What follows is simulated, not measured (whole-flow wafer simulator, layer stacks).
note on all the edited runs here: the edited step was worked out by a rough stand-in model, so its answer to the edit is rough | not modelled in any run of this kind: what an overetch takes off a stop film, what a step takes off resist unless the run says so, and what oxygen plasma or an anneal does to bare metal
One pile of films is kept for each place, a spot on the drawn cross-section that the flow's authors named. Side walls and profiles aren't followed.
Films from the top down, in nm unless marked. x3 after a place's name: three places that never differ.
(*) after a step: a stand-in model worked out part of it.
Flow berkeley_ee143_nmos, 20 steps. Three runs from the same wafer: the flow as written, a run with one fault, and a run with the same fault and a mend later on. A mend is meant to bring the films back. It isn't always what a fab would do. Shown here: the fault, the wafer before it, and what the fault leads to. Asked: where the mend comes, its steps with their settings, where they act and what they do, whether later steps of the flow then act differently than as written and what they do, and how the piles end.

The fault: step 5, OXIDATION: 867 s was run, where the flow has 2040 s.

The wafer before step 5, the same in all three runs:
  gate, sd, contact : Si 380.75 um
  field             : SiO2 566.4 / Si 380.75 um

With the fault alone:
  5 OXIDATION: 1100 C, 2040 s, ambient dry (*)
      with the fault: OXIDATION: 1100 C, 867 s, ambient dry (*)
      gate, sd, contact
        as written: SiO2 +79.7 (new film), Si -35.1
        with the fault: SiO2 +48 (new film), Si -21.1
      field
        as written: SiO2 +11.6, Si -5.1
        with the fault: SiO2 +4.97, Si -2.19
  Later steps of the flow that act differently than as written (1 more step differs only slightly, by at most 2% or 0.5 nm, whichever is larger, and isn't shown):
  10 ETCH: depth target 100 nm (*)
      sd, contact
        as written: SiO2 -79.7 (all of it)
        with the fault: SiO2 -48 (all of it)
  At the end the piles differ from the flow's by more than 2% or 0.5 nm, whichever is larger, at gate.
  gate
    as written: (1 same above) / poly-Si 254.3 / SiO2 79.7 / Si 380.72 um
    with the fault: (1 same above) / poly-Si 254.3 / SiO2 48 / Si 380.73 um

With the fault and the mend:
  The mend comes after step 5.
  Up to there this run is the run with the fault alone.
  5a OXIDATION: 1100 C, 1173 s, ambient dry (*) (the flow's step 5 once more, with other settings)
      gate, sd, contact
        SiO2 +31.8, Si -14
      field
        SiO2 +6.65, Si -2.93
  No later step of the flow acts differently than as written, at any place that is followed, by more than 2% or 0.5 nm, whichever is larger.
  At the end the piles differ from the flow's only slightly at the places that both follow, by at most 2% or 0.5 nm, whichever is larger.
